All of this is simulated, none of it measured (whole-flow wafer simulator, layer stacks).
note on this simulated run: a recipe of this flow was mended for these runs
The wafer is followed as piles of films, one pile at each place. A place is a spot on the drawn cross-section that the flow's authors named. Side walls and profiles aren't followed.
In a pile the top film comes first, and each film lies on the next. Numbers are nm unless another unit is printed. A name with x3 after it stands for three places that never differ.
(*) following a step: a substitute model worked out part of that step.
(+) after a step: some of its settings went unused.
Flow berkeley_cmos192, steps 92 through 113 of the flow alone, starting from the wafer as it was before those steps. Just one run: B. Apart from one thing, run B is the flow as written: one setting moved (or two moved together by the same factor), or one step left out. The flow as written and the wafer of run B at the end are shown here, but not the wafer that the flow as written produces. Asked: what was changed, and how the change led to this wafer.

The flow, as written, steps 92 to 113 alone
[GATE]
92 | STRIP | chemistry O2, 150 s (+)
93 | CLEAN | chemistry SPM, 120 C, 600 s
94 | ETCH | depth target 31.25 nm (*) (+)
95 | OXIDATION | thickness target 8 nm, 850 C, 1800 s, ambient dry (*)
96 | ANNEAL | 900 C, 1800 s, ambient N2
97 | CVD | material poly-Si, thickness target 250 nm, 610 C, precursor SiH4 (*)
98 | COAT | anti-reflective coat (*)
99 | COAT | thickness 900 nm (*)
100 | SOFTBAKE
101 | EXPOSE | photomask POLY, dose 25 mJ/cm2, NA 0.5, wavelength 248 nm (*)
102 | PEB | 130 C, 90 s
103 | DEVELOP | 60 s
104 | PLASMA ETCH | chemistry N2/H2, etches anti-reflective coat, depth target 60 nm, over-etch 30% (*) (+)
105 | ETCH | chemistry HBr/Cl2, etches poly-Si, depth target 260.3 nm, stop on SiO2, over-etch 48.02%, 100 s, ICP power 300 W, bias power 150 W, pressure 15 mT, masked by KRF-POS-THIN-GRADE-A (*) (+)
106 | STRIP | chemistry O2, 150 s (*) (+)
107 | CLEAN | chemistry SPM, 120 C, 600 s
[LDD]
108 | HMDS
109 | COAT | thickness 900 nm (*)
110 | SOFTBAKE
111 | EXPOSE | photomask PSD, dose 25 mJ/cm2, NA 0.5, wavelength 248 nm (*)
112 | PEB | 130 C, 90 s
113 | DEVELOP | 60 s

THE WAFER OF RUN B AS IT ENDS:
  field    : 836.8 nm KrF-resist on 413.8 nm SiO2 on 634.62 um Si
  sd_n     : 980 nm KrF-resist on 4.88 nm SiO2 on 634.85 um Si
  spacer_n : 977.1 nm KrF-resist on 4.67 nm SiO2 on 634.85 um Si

What caused this: step 95, OXIDATION: thickness target 6.08 nm was run, though the flow has thickness target 8 nm; step 95, OXIDATION: 1368 s was run, where the flow has 1800 s.

How this came from the change, step by step:
  95 | OXIDATION | thickness target 8 nm, 850 C, 1800 s, ambient dry (*)
      sd_n, spacer_n, gate, sd_p, spacer_p, gate_p, contact, m1: +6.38 SiO2 (new film), -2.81 Si (it would be, as written: +7.48 SiO2 (new film), -3.29 Si)
